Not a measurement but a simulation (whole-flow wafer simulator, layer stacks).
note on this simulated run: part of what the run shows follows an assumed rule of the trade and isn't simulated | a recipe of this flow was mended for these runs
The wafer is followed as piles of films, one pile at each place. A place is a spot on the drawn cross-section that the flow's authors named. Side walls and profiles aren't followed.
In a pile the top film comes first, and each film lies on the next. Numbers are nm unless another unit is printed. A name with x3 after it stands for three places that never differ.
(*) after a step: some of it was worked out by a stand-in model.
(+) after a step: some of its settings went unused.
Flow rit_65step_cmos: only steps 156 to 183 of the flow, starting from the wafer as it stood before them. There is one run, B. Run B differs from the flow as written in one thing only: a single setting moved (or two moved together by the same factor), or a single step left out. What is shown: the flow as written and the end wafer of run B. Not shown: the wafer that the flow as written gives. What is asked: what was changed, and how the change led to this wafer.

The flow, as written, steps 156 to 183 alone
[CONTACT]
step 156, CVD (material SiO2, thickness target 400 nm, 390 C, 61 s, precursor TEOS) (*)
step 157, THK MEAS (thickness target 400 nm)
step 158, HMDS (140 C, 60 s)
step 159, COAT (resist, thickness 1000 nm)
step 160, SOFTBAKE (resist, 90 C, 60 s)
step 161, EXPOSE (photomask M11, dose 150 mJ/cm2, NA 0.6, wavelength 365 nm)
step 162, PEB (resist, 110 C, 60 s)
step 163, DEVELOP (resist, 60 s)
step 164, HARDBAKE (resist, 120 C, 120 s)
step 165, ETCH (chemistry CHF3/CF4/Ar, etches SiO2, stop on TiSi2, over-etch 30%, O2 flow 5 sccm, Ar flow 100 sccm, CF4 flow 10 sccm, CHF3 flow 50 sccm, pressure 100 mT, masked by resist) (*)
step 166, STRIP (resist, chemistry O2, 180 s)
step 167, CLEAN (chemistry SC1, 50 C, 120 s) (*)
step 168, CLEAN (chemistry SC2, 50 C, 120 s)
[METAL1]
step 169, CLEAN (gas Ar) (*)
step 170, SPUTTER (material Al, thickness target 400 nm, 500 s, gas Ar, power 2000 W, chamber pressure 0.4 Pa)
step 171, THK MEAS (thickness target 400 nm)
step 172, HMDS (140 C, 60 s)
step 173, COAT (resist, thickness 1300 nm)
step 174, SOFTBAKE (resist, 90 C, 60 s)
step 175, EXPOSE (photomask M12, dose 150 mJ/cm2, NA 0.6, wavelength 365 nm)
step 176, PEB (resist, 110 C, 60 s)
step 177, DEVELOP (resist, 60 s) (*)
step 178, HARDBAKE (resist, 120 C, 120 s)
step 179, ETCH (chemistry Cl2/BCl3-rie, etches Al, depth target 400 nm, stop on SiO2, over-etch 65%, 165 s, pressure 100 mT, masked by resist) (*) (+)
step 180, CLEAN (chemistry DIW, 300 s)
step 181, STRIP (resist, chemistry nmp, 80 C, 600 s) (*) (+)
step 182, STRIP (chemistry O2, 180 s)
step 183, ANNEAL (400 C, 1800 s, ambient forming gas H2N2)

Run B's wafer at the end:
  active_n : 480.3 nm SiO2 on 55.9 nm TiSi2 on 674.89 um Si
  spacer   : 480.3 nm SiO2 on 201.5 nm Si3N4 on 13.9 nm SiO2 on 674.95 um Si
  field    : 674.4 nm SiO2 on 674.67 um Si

The reason: step 156, CVD: thickness target 520 nm was run, though the flow has thickness target 400 nm; step 156, CVD: 79 s was run, where the flow has 61 s.

How this came from the change, step by step:
  step 156, CVD (material SiO2, thickness target 400 nm, 390 C, 61 s, precursor TEOS) (*)
      active_n, active_p, gate_n and 7 more: SiO2 gains 520 (new film) (in the flow as written it would be: SiO2 gains 400 (new film))
      field, field_pw, field_nw, field_p: SiO2 gains 520 (in the flow as written it would be: SiO2 gains 400)
  step 165, ETCH (chemistry CHF3/CF4/Ar, etches SiO2, stop on TiSi2, over-etch 30%, O2 flow 5 sccm, Ar flow 100 sccm, CF4 flow 10 sccm, CHF3 flow 50 sccm, pressure 100 mT, masked by resist) (*)
      contact: SiO2 loses 520 (all of it), TiSi2 loses 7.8 (in the flow as written it would be: SiO2 loses 400 (all of it), TiSi2 loses 6)
  step 170, SPUTTER (material Al, thickness target 400 nm, 500 s, gas Ar, power 2000 W, chamber pressure 0.4 Pa)
      contact: Al gains 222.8 (new film) (in the flow as written it would be: Al gains 255.4 (new film))
  step 173, COAT (resist, thickness 1300 nm)
      contact: resist gains 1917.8 (new film) (in the flow as written it would be: resist gains 1785.1 (new film))
  step 176, PEB (resist, 110 C, 60 s)
      contact: resist loses 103 (in the flow as written it would be: resist loses 95.5)
  step 178, HARDBAKE (resist, 120 C, 120 s)
      contact: resist loses 67.4 (in the flow as written it would be: resist loses 62.1)
  step 181, STRIP (resist, chemistry nmp, 80 C, 600 s) (*) (+)
      contact: resist loses 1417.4 (all of it) (in the flow as written it would be: resist loses 1297.5 (all of it))
